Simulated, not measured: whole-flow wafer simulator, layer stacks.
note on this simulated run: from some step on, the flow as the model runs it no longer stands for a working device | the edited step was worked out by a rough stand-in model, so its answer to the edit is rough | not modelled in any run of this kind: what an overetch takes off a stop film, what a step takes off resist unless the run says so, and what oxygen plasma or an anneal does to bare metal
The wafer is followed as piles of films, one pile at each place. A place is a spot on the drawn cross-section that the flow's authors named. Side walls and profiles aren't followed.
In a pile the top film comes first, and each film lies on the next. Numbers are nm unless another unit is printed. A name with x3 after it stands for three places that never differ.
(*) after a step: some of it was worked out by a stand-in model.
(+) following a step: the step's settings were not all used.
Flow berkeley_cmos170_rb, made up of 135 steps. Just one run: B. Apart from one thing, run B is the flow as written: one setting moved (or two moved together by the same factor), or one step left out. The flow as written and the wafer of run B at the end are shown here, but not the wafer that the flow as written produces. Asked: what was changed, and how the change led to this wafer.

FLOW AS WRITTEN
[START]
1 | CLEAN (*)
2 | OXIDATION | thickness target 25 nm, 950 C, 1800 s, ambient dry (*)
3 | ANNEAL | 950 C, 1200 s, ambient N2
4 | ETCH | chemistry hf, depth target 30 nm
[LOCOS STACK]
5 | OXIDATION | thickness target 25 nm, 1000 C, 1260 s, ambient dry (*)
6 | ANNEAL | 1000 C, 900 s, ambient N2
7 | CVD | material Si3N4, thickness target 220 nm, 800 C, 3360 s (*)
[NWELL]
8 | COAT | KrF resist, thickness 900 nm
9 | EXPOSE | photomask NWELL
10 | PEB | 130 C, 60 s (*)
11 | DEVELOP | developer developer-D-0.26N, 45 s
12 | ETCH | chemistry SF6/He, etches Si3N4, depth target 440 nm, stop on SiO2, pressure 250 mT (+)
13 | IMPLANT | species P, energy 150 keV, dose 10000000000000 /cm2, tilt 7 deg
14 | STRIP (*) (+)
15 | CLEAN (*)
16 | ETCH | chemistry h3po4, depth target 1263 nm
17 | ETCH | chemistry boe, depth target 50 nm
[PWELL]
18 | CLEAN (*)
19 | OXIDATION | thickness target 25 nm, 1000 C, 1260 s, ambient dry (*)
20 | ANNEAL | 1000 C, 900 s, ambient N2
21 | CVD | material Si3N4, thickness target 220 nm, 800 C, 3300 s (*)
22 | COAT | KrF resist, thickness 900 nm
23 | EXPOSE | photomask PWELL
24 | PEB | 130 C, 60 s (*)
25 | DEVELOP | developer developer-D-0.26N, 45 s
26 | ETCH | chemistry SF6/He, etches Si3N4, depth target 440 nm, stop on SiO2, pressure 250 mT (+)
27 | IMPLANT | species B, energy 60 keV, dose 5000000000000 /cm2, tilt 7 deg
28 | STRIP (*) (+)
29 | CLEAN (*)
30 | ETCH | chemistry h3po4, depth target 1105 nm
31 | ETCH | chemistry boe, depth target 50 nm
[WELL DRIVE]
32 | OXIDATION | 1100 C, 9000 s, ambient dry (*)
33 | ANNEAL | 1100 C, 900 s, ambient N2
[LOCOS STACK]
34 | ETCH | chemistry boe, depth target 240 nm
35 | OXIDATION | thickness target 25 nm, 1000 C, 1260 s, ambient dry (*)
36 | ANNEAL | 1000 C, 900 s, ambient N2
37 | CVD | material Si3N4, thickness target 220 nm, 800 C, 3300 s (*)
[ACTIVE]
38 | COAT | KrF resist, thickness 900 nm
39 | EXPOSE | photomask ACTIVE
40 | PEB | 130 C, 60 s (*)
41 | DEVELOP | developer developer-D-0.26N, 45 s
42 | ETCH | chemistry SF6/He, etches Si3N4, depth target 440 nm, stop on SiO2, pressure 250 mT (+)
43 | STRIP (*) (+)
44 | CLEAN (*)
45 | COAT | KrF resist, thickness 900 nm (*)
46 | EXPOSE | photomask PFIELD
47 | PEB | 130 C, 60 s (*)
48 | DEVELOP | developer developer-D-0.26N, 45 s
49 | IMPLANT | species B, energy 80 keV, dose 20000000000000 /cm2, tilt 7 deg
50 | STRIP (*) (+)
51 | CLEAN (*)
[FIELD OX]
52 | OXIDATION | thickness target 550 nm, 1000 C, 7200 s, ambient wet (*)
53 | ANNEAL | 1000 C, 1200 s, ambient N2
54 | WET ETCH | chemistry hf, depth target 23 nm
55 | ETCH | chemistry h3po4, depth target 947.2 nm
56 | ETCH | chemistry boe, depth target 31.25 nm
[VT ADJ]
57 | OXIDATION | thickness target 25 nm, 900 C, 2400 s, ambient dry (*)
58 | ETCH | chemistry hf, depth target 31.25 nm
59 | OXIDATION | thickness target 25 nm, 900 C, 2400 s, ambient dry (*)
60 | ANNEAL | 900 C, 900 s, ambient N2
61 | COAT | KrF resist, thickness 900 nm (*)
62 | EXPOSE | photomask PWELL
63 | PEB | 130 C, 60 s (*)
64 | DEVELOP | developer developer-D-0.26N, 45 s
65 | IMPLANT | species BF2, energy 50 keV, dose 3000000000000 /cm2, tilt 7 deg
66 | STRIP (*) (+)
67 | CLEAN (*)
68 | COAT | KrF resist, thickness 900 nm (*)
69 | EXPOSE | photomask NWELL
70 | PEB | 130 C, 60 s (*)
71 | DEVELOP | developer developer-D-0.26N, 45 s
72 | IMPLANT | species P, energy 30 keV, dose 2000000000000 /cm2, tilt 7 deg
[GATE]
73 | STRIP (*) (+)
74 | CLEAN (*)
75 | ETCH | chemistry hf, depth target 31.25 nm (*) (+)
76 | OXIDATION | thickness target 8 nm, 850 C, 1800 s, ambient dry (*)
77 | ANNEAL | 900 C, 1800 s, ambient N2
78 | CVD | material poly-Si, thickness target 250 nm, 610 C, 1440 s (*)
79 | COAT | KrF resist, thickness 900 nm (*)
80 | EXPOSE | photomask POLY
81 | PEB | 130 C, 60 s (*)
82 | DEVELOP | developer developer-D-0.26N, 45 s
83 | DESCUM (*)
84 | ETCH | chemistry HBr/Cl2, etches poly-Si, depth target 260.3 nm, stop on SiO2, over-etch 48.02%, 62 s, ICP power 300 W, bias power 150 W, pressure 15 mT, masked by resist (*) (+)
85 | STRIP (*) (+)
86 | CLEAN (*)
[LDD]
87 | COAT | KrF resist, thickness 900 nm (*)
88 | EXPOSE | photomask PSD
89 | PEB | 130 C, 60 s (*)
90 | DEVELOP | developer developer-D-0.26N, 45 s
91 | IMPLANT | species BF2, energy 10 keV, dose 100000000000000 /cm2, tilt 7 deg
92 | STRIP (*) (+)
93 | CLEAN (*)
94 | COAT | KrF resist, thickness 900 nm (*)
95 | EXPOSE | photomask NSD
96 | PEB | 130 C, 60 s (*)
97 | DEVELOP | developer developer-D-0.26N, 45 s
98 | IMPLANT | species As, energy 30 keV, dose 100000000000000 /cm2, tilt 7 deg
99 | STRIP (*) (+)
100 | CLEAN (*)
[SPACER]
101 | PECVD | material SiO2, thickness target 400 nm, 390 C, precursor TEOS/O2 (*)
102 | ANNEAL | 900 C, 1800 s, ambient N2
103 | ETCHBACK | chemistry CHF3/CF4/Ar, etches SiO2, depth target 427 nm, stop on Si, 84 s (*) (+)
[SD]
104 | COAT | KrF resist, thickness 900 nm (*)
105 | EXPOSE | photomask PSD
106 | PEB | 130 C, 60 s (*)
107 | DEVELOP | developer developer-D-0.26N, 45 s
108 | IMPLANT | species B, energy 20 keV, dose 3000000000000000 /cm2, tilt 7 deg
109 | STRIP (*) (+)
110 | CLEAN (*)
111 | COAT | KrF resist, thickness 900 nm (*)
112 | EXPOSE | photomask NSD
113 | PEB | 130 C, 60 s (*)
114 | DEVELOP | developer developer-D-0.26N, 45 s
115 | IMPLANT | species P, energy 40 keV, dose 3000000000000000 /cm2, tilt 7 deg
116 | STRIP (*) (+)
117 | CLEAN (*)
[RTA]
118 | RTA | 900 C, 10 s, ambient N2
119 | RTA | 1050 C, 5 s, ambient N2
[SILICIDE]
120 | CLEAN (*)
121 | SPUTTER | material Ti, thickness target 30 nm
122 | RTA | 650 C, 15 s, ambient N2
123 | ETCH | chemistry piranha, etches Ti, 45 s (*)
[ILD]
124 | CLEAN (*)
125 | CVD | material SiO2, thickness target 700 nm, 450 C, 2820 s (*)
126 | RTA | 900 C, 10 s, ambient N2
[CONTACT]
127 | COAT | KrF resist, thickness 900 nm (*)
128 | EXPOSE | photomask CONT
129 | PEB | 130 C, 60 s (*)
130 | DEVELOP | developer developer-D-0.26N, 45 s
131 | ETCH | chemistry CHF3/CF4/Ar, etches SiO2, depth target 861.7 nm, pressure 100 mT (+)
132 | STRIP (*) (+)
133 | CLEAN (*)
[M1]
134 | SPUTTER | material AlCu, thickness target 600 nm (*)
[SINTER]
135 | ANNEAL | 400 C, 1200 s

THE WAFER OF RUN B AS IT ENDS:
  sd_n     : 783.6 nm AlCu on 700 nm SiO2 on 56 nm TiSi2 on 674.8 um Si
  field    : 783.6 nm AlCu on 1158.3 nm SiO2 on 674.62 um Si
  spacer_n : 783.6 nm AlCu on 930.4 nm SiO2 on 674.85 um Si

The reason: step 134, SPUTTER: thickness target 783.6 nm was run, though the flow has thickness target 600 nm.
One can read it off the wafer: sd_n has AlCu 783.6, and step 134 as written asks for 600 nm.

The path from the change to this, step by step:
  134 | SPUTTER | material AlCu, thickness target 600 nm (*)
      field, sd_n, spacer_n, gate, spacer_p, gate_p, m1: +783.6 AlCu (new film) (it would be, as written: +600 AlCu (new film))
      sd_p: +722.2 AlCu (new film) (it would be, as written: +545.9 AlCu (new film))
      (also at 1 further place)
